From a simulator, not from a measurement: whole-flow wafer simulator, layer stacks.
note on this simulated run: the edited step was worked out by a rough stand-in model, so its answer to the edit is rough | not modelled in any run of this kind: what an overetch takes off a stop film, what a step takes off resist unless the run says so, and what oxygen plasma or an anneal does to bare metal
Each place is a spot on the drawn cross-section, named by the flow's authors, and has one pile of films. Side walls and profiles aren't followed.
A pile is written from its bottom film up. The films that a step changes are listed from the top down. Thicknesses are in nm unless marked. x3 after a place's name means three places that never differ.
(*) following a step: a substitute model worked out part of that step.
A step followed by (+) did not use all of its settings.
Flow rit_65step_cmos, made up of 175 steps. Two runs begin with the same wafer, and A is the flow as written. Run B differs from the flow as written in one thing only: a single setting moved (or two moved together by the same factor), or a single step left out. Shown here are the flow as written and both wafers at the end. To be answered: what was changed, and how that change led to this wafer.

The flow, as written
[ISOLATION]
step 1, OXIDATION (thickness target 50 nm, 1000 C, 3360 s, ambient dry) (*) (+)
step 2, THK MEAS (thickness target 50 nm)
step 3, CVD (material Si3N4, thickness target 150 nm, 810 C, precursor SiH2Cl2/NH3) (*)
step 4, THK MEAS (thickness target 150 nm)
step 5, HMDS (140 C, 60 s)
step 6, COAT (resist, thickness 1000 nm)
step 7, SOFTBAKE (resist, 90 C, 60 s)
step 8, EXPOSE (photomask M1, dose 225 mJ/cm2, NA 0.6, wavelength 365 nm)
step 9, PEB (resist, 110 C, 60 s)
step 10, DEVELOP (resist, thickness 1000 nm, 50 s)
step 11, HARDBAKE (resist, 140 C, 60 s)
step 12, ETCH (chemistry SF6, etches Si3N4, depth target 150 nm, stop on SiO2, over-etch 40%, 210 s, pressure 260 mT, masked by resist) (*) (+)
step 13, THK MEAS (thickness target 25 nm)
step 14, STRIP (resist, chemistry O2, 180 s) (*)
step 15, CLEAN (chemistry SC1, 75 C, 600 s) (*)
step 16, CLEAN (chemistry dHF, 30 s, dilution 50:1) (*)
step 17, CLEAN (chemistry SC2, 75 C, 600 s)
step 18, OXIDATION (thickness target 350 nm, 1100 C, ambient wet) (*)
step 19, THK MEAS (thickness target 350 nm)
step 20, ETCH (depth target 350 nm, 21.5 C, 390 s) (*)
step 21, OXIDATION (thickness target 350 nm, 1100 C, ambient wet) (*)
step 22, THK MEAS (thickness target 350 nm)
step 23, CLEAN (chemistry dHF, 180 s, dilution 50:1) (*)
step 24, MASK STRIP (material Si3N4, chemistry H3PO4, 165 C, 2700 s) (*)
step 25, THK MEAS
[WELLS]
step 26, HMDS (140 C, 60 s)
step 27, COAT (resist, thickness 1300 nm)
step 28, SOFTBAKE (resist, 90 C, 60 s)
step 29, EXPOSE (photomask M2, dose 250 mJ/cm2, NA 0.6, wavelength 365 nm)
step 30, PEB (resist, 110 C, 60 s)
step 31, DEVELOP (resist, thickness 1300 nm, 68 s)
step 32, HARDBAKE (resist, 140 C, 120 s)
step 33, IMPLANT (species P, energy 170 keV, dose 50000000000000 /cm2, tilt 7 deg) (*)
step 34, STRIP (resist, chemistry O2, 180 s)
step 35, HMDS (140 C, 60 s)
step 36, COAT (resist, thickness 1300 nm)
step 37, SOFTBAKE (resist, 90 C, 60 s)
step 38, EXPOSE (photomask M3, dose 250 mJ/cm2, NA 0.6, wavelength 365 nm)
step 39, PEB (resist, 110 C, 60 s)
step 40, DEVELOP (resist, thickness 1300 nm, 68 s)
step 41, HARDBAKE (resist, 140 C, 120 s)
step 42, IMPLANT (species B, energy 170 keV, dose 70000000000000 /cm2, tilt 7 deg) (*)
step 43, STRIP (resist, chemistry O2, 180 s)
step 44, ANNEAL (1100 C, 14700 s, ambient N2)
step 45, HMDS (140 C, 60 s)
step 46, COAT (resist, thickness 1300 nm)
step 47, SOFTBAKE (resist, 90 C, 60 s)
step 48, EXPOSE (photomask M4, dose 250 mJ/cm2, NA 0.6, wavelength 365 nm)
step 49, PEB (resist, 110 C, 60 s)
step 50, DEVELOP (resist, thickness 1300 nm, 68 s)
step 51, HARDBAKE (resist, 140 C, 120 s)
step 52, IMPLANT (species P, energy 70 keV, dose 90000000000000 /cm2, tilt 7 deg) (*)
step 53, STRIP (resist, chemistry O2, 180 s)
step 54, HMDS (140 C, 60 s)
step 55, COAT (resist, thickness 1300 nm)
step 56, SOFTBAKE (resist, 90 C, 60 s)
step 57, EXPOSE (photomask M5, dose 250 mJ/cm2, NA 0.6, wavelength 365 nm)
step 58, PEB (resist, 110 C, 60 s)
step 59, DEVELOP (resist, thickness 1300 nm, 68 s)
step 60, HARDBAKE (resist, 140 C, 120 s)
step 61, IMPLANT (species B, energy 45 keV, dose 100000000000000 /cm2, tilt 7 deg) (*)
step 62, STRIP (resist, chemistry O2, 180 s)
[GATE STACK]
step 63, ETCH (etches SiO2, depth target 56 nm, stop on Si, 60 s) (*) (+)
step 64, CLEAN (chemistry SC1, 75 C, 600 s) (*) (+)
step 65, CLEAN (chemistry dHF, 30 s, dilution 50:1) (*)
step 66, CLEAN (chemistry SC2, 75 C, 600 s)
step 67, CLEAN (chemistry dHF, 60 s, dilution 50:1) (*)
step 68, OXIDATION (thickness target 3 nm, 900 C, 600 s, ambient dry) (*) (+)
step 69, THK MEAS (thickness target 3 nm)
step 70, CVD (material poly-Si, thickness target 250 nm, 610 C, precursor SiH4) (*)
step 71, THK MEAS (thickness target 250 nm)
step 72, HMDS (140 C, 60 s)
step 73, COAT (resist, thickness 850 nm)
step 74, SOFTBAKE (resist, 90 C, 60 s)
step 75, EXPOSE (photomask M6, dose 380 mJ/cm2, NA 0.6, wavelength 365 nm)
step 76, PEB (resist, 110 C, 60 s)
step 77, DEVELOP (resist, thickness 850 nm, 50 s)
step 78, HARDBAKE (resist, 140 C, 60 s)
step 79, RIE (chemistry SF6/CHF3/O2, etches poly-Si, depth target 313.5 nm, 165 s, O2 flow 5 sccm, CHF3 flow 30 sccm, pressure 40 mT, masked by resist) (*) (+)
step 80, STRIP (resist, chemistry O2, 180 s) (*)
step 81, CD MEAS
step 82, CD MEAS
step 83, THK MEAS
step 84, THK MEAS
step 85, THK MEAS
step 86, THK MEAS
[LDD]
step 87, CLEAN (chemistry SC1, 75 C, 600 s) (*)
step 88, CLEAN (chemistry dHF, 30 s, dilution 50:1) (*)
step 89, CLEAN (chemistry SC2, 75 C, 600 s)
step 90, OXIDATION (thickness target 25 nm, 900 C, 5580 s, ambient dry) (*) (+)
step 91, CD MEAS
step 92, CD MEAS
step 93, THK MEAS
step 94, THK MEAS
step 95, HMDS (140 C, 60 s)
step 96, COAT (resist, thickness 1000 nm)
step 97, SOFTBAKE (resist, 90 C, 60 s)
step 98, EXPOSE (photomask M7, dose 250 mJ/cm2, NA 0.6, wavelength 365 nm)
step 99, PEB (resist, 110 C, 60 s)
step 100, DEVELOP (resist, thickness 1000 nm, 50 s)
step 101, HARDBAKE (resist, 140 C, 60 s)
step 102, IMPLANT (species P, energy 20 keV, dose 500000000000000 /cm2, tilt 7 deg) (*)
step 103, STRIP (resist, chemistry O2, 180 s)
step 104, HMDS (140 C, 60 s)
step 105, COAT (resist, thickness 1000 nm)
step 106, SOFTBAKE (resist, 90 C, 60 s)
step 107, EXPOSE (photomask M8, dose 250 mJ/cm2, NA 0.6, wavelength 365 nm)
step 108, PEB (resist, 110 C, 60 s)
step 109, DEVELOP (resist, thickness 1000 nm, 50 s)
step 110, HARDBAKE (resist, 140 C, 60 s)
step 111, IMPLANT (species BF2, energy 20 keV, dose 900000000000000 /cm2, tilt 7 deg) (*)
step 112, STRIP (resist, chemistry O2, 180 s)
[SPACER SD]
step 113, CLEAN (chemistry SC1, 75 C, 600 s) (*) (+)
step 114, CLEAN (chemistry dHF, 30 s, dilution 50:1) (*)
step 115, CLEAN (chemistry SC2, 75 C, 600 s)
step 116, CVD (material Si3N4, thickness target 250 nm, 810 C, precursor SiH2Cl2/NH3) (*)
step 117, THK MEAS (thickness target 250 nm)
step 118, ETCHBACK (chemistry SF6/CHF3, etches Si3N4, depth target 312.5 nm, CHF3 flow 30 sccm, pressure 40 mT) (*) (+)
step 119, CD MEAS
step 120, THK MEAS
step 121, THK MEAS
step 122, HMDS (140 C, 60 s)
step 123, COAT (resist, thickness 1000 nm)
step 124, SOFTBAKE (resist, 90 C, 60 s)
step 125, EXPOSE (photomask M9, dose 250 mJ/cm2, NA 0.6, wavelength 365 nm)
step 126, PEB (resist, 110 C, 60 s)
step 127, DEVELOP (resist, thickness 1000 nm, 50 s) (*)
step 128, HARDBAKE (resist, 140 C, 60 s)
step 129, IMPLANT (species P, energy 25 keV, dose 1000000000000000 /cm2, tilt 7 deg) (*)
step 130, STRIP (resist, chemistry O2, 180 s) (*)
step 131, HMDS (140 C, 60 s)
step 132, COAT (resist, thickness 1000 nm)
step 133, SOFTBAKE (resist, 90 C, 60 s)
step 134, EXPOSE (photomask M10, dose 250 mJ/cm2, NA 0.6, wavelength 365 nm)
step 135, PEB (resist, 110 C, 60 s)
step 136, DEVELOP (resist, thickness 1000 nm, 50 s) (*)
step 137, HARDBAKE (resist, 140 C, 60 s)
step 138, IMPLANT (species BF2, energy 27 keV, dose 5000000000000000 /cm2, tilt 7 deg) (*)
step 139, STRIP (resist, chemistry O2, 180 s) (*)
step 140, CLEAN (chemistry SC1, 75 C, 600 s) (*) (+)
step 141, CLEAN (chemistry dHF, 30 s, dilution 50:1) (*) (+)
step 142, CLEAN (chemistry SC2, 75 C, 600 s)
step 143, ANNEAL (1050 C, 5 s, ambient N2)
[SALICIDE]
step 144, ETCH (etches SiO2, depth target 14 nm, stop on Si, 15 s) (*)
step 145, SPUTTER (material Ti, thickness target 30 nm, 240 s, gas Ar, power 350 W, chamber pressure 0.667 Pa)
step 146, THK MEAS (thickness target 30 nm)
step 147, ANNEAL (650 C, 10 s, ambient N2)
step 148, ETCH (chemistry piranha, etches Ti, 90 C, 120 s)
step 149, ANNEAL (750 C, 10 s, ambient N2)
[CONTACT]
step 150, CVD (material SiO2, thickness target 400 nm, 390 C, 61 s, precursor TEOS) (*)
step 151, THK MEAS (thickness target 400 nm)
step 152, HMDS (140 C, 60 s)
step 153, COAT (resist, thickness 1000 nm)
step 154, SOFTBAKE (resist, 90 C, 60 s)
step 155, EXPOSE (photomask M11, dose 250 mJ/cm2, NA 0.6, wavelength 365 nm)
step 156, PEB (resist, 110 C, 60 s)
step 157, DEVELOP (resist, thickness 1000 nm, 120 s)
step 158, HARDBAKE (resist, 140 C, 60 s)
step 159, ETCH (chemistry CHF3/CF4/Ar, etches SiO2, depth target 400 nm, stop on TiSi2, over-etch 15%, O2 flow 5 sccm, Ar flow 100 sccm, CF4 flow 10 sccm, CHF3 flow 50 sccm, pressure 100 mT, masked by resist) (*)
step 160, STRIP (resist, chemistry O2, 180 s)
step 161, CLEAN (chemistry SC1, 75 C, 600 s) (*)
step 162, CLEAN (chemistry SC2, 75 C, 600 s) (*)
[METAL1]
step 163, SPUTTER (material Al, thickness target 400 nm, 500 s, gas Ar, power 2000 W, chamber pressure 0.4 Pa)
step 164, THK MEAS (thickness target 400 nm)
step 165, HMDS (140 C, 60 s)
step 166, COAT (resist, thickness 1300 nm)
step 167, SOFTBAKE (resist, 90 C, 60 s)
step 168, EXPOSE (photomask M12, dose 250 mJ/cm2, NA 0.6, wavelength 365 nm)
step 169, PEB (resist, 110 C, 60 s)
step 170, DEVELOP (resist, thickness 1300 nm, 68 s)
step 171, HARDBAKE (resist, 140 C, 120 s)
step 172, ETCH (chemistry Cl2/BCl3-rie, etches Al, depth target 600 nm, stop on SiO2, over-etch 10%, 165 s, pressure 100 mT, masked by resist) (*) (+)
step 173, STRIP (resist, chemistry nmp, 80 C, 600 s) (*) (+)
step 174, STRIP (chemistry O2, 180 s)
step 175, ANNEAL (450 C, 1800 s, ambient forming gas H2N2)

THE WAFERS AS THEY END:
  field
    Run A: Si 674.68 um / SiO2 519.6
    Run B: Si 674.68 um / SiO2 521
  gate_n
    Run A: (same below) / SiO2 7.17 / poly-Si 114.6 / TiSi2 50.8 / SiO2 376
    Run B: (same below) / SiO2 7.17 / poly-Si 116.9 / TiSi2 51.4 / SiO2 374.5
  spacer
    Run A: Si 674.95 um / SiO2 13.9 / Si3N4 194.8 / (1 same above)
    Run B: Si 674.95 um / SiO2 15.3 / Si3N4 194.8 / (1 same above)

The reason: step 102, IMPLANT: dose 275000000000000 /cm2 was run, while the flow as written has dose 500000000000000 /cm2.

How this came from the change, step by step:
  step 114, CLEAN (chemistry dHF, 30 s, dilution 50:1) (*)
      field, active_n, gate_n, spacer, sd_n, contact, m1: A SiO2 loses 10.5 | B SiO2 loses 9.13
  step 118, ETCHBACK (chemistry SF6/CHF3, etches Si3N4, depth target 312.5 nm, CHF3 flow 30 sccm, pressure 40 mT) (*) (+)
      gate_n: A Si3N4 loses 250 (all of it), SiO2 loses 16.3 (all of it), poly-Si loses 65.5 | B Si3N4 loses 250 (all of it), SiO2 loses 17.7 (all of it), poly-Si loses 62.7
  step 147, ANNEAL (650 C, 10 s, ambient N2)
      gate_n: A Ti loses 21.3, TiSi first gains 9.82 (new film), TiSi2 C49 gains 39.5 (new film), poly-Si loses 41.9 | B Ti loses 21.5, TiSi first gains 10.4 (new film), TiSi2 C49 gains 39.2 (new film), poly-Si loses 42.1
  step 149, ANNEAL (750 C, 10 s, ambient N2)
      gate_n: A TiSi2 gains 50.8 (new film), TiSi first loses 9.72 (all of it), TiSi2 C49 loses 39.5 (all of it), poly-Si loses 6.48 | B TiSi2 gains 51.4 (new film), TiSi first loses 10.3 (all of it), TiSi2 C49 loses 39.2 (all of it), poly-Si loses 6.88
